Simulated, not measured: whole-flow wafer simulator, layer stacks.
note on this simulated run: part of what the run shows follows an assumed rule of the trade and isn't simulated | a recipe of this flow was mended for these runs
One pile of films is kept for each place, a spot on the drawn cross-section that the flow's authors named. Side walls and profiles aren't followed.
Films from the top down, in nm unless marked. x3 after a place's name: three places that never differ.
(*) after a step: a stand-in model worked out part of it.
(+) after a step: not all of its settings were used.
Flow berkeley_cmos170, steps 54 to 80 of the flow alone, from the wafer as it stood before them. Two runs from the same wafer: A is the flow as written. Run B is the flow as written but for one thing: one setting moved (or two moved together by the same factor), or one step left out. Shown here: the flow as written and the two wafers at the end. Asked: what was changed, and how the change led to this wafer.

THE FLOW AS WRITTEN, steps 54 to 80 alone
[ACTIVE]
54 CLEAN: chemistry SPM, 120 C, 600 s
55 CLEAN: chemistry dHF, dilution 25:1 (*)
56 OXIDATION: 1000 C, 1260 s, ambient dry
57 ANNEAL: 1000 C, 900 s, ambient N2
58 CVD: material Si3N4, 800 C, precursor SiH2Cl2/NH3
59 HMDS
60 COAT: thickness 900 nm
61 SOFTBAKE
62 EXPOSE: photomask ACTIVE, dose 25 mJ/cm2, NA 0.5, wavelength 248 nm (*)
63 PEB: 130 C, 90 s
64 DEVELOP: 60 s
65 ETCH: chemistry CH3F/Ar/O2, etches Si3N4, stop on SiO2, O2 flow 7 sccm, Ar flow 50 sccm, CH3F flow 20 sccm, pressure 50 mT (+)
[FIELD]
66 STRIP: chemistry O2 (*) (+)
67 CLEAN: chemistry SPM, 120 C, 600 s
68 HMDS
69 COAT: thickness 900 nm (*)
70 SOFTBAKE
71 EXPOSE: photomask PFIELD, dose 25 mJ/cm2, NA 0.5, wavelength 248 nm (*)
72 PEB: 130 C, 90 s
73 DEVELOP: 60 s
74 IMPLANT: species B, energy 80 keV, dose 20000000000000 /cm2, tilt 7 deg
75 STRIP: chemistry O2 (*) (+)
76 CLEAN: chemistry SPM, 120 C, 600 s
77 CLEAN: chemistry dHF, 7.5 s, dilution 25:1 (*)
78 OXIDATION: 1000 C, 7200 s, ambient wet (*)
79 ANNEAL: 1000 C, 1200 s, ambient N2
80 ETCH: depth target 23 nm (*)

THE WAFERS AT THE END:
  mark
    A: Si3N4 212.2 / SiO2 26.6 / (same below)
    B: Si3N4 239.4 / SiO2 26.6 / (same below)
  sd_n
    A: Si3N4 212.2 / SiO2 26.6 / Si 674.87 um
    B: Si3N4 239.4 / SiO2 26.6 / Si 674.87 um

The cause: step 58, CVD: 812 C was run, where the flow has 800 C.

How the change led to this, step by step:
  58 CVD: material Si3N4, 800 C, precursor SiH2Cl2/NH3
      field, mark, sd_n and 10 more: A Si3N4 +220 (new film) | B Si3N4 +247.2 (new film)
  65 ETCH: chemistry CH3F/Ar/O2, etches Si3N4, stop on SiO2, O2 flow 7 sccm, Ar flow 50 sccm, CH3F flow 20 sccm, pressure 50 mT (+)
      mark, sd_n, spacer_n and 9 more: A KrF-resist -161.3 | B KrF-resist -179.4
      field: A Si3N4 -220 (all of it), SiO2 -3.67 | B Si3N4 -247.2 (all of it), SiO2 -3.67
  66 STRIP: chemistry O2 (*) (+)
      mark, sd_n, spacer_n and 9 more: A KrF-resist -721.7 (all of it) | B KrF-resist -703.6 (all of it)
  78 OXIDATION: 1000 C, 7200 s, ambient wet (*)
      sd_n, sd_p: A SiO2 +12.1 (new film), Si3N4 -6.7, SiO2 +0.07, Si -0.07 | B SiO2 +12.1 (new film), Si3N4 -6.7
